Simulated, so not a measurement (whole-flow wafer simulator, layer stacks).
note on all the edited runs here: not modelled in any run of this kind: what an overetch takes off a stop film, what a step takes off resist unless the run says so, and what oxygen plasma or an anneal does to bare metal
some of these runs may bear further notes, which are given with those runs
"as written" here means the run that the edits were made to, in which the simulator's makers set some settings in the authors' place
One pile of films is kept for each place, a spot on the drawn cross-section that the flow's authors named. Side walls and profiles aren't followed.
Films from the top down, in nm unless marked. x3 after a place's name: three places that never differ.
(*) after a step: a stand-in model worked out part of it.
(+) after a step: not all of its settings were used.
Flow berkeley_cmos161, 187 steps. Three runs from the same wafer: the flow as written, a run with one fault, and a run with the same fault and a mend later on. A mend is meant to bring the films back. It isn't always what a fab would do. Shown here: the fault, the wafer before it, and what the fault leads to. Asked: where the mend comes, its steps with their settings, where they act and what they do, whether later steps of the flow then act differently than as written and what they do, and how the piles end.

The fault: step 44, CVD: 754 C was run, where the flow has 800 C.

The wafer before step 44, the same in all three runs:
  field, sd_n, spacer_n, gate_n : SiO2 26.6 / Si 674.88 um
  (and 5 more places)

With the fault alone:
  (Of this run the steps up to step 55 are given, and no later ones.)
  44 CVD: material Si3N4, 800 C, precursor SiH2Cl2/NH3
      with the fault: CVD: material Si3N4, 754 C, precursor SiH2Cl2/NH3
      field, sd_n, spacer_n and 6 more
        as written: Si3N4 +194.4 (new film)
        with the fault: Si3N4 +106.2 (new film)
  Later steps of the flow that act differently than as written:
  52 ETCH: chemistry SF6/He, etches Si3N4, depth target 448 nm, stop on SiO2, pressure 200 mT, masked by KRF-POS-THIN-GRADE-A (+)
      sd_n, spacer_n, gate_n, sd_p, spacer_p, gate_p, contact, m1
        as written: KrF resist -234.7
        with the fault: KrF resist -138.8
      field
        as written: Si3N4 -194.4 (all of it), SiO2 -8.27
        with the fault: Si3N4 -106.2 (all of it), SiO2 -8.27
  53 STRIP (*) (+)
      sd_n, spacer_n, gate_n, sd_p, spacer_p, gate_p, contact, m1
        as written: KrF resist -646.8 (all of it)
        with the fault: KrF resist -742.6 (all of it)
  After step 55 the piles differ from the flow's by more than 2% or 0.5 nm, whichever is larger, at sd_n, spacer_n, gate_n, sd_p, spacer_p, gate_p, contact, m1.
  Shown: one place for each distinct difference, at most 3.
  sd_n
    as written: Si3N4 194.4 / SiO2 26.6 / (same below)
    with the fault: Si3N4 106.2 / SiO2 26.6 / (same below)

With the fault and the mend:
  The mend comes after step 44.
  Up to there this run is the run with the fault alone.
  44a ETCH: chemistry h3po4, depth target 122.1 nm
      field, sd_n, spacer_n and 6 more
        Si3N4 -106.2 (all of it)
  44b CLEAN: chemistry SPM (the flow's step 36 once more)
      changes no film at any place that is followed
  44c CVD: material Si3N4, 800 C, precursor SiH2Cl2/NH3 (the flow's step 44 once more)
      field, sd_n, spacer_n and 6 more
        Si3N4 +194.4 (new film)
  No later step of the flow acts differently than as written at any place that is followed.
  At the end the piles are the same as the flow's at every place that both follow.
